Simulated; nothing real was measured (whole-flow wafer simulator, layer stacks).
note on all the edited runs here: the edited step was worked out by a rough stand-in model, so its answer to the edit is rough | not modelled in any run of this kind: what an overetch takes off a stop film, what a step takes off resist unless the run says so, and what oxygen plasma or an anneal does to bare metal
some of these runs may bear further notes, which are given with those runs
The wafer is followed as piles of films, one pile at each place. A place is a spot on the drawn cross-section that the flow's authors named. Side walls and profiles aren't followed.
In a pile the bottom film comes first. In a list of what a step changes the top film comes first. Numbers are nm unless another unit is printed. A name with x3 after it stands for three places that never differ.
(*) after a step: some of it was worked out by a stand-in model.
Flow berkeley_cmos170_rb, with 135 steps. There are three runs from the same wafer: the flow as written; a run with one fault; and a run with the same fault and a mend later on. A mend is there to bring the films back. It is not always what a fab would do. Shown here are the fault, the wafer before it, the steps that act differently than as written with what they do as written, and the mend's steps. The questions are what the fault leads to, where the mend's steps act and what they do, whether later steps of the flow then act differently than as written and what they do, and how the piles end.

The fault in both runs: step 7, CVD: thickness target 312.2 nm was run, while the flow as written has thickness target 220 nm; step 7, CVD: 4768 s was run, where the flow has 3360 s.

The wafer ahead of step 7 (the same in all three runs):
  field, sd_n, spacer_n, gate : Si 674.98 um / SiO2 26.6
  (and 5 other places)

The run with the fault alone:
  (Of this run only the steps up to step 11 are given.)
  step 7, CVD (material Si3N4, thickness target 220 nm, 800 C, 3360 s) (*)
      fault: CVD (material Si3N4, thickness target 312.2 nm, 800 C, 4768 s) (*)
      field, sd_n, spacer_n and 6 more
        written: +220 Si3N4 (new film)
        fault: +312.2 Si3N4 (new film)
  None of the later steps of the flow up to step 11 acts differently than as written at any place that is followed.
  The piles after step 11 differ from the flow's at field, sd_n, spacer_n and 6 more by more than 2% or 0.5 nm, whichever is larger.
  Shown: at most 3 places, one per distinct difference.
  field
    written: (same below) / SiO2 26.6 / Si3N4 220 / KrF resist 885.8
    fault: (same below) / SiO2 26.6 / Si3N4 312.2 / KrF resist 885.8
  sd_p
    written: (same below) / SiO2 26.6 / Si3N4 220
    fault: (same below) / SiO2 26.6 / Si3N4 312.2

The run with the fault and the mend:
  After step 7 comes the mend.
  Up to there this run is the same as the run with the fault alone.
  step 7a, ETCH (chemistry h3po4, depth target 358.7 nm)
      field, sd_n, spacer_n and 6 more
        -312.2 Si3N4 (all of it)
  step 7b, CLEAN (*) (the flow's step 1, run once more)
      does not change any film at any place that is followed
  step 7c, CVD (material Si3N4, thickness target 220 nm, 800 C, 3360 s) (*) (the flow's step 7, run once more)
      field, sd_n, spacer_n and 6 more
        +220 Si3N4 (new film)
  None of the later steps of the flow acts differently than as written at any place that is followed.
  At every place that both follow, the piles at the end match the flow's.
